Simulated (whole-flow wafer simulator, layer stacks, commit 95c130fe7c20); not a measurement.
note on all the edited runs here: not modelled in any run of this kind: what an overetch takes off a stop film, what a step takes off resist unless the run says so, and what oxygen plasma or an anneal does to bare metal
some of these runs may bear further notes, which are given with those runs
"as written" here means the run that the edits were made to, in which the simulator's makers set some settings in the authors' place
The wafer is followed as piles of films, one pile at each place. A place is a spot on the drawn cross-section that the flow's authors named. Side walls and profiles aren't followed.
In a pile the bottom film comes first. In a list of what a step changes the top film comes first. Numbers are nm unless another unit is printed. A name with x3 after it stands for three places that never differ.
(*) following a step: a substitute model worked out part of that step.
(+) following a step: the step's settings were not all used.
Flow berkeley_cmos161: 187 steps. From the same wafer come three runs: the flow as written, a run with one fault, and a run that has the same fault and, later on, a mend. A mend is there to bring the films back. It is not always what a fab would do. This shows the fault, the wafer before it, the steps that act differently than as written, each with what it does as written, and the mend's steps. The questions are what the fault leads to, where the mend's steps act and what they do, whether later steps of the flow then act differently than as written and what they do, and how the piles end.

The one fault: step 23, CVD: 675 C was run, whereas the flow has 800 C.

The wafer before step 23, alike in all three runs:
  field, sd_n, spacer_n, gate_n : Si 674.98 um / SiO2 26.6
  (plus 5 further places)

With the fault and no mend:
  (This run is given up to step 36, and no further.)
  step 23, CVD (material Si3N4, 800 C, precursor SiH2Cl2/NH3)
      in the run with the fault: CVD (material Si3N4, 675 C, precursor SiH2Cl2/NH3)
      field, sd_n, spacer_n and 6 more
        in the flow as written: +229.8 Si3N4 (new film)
        in the run with the fault: +26.7 Si3N4 (new film)
  Later steps of the flow acting differently than as written (1 more step, not shown, differs only slightly: by at most 2% or 0.5 nm, whichever is larger):
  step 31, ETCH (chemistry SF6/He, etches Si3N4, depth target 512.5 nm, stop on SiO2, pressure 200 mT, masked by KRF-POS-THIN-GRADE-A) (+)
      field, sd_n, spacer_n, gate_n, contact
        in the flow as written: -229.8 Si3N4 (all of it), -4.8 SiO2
        in the run with the fault: -26.7 Si3N4 (all of it), -4.8 SiO2
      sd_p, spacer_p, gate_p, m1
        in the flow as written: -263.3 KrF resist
        in the run with the fault: -42.5 KrF resist
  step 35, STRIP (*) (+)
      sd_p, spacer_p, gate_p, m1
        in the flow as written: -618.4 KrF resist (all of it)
        in the run with the fault: -839 KrF resist (all of it)
  The piles after step 36 differ from the flow's at sd_p, spacer_p, gate_p, m1 by more than 2% or 0.5 nm, whichever is larger.
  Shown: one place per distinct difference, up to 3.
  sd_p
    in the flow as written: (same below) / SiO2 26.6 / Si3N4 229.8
    in the run with the fault: (same below) / SiO2 26.6 / Si3N4 26.7

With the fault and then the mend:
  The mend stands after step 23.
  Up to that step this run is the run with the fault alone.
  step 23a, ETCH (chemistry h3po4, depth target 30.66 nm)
      field, sd_n, spacer_n and 6 more
        -26.7 Si3N4 (all of it)
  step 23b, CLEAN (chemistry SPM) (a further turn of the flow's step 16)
      does not change any film at any place that is followed
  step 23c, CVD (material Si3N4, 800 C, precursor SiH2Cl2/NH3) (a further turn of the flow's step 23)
      field, sd_n, spacer_n and 6 more
        +229.8 Si3N4 (new film)
  Every later step of the flow that is run acts as written at every place that is followed.
  By the end, the piles equal the flow's at every place that both follow.
